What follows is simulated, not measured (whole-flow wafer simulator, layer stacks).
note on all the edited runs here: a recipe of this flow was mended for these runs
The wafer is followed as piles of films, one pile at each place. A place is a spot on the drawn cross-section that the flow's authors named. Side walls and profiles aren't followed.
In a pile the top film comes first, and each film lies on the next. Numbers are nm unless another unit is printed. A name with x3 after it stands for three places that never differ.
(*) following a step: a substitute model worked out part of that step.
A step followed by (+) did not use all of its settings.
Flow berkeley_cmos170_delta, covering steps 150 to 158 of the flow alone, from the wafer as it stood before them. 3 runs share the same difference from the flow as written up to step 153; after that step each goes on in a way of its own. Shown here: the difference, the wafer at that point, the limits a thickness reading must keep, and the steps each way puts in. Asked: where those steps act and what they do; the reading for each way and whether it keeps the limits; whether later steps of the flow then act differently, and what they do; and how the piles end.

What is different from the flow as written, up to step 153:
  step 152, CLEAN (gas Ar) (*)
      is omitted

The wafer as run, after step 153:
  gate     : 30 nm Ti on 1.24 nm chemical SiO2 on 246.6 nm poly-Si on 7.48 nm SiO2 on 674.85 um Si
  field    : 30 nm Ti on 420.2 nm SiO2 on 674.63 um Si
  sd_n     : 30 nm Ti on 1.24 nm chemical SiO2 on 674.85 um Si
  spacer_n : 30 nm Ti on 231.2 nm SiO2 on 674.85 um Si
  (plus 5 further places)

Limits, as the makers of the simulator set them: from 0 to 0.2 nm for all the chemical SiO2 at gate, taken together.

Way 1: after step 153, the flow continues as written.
  The reading taken after step 153 is 1.24 nm, which is outside the limits.
  Steps further on in the flow that do not act as written (not shown: 2 more steps that differ only slightly, by at most 2% or 0.5 nm, whichever is larger):
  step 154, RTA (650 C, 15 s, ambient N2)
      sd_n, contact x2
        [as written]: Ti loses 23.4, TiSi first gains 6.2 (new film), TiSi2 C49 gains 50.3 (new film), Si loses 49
        [this way]: Ti loses 23.6, TiSi first gains 22.3 (new film), TiSi2 C49 gains 24.4 (new film), chemical SiO2 loses 1.24 (all of it), Si loses 36.6
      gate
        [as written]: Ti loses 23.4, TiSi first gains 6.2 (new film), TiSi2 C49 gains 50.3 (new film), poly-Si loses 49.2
        [this way]: Ti loses 23.6, TiSi first gains 22.3 (new film), TiSi2 C49 gains 24.4 (new film), chemical SiO2 loses 1.24 (all of it), poly-Si loses 36.7
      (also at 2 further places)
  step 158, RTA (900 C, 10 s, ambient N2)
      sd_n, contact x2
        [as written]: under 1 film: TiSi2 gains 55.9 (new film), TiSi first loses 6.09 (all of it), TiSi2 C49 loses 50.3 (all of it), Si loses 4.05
        [this way]: under 1 film: TiSi2 gains 54.1 (new film), TiSi first loses 22.2 (all of it), TiSi2 C49 loses 24.4 (all of it), Si loses 14.7
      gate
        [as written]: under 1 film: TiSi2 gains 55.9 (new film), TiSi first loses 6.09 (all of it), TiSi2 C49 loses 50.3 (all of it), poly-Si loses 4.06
        [this way]: under 1 film: TiSi2 gains 54.1 (new film), TiSi first loses 22.2 (all of it), TiSi2 C49 loses 24.4 (all of it), poly-Si loses 14.8
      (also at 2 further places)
  The piles end different from the flow's at sd_n, spacer_n, gate, sd_p, spacer_p, gate_p, contact x2 by more than 2% or 0.5 nm, whichever is larger.
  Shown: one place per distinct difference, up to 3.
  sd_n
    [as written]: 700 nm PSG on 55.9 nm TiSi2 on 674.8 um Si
    [this way]: 700 nm PSG on 54.1 nm TiSi2 on 674.8 um Si
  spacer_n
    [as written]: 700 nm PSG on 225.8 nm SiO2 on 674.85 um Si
    [this way]: 700 nm PSG on 231.2 nm SiO2 on 674.85 um Si
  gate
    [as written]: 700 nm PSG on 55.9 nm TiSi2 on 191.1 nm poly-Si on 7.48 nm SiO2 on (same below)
    [this way]: 700 nm PSG on 54.1 nm TiSi2 on 195 nm poly-Si on 7.48 nm SiO2 on (same below)

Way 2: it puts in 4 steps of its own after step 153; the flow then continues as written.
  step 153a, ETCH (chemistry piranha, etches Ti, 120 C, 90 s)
      field, sd_n, spacer_n, gate, spacer_p, gate_p, contact x2
        Ti loses 30 (all of it)
      sd_p
        Ti loses 27.5 (all of it)
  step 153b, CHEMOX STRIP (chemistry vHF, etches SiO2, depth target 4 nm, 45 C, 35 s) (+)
      sd_n, gate, sd_p, gate_p, contact x2
        chemical SiO2 loses 1.24 (all of it)
      field, spacer_n, spacer_p
        SiO2 loses 4
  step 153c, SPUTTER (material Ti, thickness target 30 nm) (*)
      field, sd_n, spacer_n, gate, spacer_p, gate_p, contact x2
        Ti gains 30 (new film)
      sd_p
        Ti gains 27.6 (new film)
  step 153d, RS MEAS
      leaves every film unchanged at each place that is followed
  The reading taken after step 153d is 0 nm, which is within the limits.
  Later steps of the flow that are run all act as written at every place that is followed, up to a difference of at most 2% or 0.5 nm, whichever is larger.
  At the end the piles are close to the flow's at the places that both follow, differing by at most 2% or 0.5 nm, whichever is larger.

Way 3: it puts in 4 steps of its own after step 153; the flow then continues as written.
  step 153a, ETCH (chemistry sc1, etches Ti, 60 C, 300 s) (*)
      sd_n, gate, gate_p, contact x2
        Ti loses 30 (all of it)
      field, spacer_n, spacer_p
        Ti loses 30 (all of it), SiO2 loses 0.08
      sd_p
        Ti loses 27.5 (all of it)
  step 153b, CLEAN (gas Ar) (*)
      sd_n, sd_p, contact x2
        chemical SiO2 loses 1.24 (all of it)
      field, spacer_n, spacer_p
        SiO2 loses 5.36
      gate, gate_p
        chemical SiO2 loses 1.24 (all of it), poly-Si loses 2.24
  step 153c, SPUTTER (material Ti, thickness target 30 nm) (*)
      field, sd_n, spacer_n, gate, spacer_p, gate_p, contact x2
        Ti gains 30 (new film)
      sd_p
        Ti gains 27.5 (new film)
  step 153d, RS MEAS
      leaves every film unchanged at each place that is followed
  The reading taken after step 153d is 0 nm, which is within the limits.
  Later steps of the flow that are run all act as written at every place that is followed, up to a difference of at most 2% or 0.5 nm, whichever is larger.
  At the end the piles are close to the flow's at the places that both follow, differing by at most 2% or 0.5 nm, whichever is larger.

Inside the limits: way 2, way 3. Outside the limits: way 1.
